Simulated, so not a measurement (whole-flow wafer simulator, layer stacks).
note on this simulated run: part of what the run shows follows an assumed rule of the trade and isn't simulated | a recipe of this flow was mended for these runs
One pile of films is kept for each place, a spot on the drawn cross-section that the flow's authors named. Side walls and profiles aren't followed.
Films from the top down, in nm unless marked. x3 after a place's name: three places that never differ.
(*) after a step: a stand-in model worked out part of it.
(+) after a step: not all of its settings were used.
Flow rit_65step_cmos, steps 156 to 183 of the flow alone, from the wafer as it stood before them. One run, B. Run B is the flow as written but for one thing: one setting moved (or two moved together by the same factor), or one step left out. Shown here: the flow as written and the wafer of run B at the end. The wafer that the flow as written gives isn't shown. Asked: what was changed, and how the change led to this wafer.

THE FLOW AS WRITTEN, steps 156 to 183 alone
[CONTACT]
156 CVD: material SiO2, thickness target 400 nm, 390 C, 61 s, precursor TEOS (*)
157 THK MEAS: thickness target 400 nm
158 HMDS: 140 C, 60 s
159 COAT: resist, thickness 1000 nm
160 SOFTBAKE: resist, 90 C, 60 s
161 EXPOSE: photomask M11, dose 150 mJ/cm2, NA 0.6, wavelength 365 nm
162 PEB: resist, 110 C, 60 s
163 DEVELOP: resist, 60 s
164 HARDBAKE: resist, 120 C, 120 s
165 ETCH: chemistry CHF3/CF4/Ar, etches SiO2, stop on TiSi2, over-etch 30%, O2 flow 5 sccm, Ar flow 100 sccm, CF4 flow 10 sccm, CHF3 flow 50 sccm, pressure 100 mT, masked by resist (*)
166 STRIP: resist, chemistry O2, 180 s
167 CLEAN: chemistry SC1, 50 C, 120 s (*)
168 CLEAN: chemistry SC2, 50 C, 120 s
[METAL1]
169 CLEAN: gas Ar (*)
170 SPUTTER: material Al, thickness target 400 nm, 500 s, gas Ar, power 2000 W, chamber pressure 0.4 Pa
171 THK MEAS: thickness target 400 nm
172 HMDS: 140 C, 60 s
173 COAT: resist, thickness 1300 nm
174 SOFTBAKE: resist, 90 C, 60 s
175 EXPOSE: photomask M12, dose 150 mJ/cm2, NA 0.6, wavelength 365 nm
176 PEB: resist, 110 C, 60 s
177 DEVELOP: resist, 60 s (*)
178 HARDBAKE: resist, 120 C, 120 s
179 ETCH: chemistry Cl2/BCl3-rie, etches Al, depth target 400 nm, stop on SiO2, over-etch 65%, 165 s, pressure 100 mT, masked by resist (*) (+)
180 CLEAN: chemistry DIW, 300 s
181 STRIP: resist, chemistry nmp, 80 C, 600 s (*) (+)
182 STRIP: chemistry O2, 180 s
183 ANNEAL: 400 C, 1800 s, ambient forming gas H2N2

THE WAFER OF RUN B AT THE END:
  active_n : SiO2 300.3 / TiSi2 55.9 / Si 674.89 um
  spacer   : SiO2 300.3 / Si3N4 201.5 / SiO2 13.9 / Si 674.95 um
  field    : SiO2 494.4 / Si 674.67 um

The cause: step 156, CVD: thickness target 340 nm was run, where the flow has thickness target 400 nm; step 156, CVD: 52 s was run, where the flow has 61 s.

How the change led to this, step by step:
  156 CVD: material SiO2, thickness target 400 nm, 390 C, 61 s, precursor TEOS (*)
      active_n, active_p, gate_n and 7 more: SiO2 +340 (new film) (as written it would be: SiO2 +400 (new film))
      field, field_pw, field_nw, field_p: SiO2 +340 (as written it would be: SiO2 +400)
  165 ETCH: chemistry CHF3/CF4/Ar, etches SiO2, stop on TiSi2, over-etch 30%, O2 flow 5 sccm, Ar flow 100 sccm, CF4 flow 10 sccm, CHF3 flow 50 sccm, pressure 100 mT, masked by resist (*)
      field, field_pw, field_nw and 10 more: resist -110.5 (as written it would be: resist -130)
      contact: SiO2 -340 (all of it), TiSi2 -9 (as written it would be: SiO2 -400 (all of it), TiSi2 -6)
  166 STRIP: resist, chemistry O2, 180 s
      active_n, active_p: resist -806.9 (all of it) (as written it would be: resist -787.7 (all of it))
      field: resist -866.4 (all of it) (as written it would be: resist -847 (all of it))
      (and at 10 more places)
  170 SPUTTER: material Al, thickness target 400 nm, 500 s, gas Ar, power 2000 W, chamber pressure 0.4 Pa
      contact: Al +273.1 (new film) (as written it would be: Al +255.4 (new film))
  173 COAT: resist, thickness 1300 nm
      contact: resist +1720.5 (new film) (as written it would be: resist +1785.1 (new film))
  176 PEB: resist, 110 C, 60 s
      contact: resist -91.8 (as written it would be: resist -95.5)
  178 HARDBAKE: resist, 120 C, 120 s
      contact: resist -59.6 (as written it would be: resist -62.1)
  181 STRIP: resist, chemistry nmp, 80 C, 600 s (*) (+)
      contact: resist -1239 (all of it) (as written it would be: resist -1297.5 (all of it))
